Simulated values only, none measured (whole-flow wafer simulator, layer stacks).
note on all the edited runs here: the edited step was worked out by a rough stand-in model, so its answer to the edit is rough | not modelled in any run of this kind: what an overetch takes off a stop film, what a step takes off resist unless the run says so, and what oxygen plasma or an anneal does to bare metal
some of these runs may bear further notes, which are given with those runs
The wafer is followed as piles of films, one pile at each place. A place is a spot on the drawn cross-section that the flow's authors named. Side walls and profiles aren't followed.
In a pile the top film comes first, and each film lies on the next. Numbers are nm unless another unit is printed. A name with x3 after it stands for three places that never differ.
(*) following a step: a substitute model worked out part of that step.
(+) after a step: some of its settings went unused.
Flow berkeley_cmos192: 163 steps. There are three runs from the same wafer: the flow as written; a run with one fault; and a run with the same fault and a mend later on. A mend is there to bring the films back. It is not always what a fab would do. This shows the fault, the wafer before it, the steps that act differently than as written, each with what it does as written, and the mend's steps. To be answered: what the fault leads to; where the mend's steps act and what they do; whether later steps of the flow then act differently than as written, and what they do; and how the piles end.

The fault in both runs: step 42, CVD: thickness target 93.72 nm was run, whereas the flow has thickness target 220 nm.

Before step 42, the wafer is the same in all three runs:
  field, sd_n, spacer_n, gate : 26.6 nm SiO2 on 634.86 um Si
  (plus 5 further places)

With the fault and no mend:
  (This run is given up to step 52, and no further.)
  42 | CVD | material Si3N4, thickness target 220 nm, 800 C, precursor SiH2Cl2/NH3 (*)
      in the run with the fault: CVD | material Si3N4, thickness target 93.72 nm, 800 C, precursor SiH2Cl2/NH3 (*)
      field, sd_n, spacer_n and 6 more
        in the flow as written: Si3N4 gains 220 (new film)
        in the run with the fault: Si3N4 gains 93.7 (new film)
  Steps further on in the flow that do not act as written:
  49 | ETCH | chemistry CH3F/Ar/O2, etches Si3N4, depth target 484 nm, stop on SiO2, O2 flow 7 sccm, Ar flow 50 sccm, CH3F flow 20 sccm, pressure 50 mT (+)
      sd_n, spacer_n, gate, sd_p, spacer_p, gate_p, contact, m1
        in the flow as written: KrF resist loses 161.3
        in the run with the fault: KrF resist loses 77.1
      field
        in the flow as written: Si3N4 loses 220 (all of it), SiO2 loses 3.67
        in the run with the fault: Si3N4 loses 93.7 (all of it), SiO2 loses 3.67
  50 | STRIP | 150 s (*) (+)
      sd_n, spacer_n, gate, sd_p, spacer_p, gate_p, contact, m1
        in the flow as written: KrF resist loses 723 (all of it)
        in the run with the fault: KrF resist loses 807.2 (all of it)
  After step 52, at sd_n, spacer_n, gate, sd_p, spacer_p, gate_p, contact, m1, the piles differ from the flow's by more than 2% or 0.5 nm, whichever is larger.
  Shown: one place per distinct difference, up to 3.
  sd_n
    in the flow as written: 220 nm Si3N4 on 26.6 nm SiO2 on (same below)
    in the run with the fault: 93.7 nm Si3N4 on 26.6 nm SiO2 on (same below)

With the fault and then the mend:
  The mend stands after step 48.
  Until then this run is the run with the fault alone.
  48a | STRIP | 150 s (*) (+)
      sd_n, spacer_n, gate, sd_p, spacer_p, gate_p, contact, m1
        KrF resist loses 884.4 (all of it)
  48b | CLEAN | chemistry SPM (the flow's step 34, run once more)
      alters no film at any place that is followed
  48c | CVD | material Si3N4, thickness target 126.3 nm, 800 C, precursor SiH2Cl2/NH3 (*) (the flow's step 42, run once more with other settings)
      field, sd_n, spacer_n and 6 more
        Si3N4 gains 126.3
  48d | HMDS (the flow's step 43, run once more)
      alters no film at any place that is followed
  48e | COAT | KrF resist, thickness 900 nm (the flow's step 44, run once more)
      field, sd_n, spacer_n and 6 more
        KrF resist gains 900 (new film)
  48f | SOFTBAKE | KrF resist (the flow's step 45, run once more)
      alters no film at any place that is followed
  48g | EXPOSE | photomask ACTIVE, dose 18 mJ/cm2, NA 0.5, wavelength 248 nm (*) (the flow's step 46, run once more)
      alters no film at any place that is followed
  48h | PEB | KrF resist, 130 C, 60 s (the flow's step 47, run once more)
      field, sd_n, spacer_n and 6 more
        KrF resist loses 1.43
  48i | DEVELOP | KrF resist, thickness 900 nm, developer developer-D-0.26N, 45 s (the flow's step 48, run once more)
      sd_n, spacer_n, gate, sd_p, spacer_p, gate_p, contact, m1
        KrF resist loses 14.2
      field
        KrF resist loses 898.6 (all of it)
  None of the later steps of the flow differs from how it acts as written, at any place that is followed, by more than 2% or 0.5 nm, whichever is larger.
  The piles end the same as the flow's at every place that both follow.
